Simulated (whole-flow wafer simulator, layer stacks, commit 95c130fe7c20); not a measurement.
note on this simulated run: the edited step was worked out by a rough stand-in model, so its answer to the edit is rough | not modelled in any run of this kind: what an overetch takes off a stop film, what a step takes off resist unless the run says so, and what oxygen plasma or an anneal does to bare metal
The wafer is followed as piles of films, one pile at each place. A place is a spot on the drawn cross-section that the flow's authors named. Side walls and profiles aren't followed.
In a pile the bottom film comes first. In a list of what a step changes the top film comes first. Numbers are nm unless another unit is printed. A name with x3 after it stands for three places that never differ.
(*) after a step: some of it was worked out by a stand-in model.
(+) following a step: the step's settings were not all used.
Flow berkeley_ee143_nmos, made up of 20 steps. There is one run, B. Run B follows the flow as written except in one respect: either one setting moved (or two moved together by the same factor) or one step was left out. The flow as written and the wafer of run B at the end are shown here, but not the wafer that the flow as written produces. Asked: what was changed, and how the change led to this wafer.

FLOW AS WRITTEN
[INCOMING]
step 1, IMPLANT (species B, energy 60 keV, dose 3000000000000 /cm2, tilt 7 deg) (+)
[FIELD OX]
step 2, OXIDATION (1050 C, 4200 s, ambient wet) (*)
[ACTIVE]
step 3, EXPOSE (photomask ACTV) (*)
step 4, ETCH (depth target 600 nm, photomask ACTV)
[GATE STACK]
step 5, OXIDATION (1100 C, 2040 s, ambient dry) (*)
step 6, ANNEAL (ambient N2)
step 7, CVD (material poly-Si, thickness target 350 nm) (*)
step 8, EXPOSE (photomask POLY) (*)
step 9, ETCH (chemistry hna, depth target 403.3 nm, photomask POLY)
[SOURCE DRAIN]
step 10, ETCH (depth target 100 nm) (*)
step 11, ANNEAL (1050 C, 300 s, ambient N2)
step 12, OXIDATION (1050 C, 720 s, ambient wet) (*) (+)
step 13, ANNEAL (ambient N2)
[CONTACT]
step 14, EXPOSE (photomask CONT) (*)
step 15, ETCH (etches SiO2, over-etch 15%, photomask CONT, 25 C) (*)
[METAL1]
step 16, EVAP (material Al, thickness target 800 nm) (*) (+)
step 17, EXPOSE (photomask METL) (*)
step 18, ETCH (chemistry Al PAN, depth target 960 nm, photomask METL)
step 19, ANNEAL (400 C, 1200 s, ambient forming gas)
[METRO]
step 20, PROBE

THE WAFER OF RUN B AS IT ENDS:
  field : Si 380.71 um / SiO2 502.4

Cause: step 10, ETCH: depth target 150 nm was run, whereas the flow has depth target 100 nm.

Step by step, how the change led to this:
  step 10, ETCH (depth target 100 nm) (*)
      field: -150 SiO2 (it would be, as written: -100 SiO2)
  step 12, OXIDATION (1050 C, 720 s, ambient wet) (*) (+)
      field: +74.5 SiO2, -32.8 Si (it would be, as written: +69.1 SiO2, -30.4 Si)
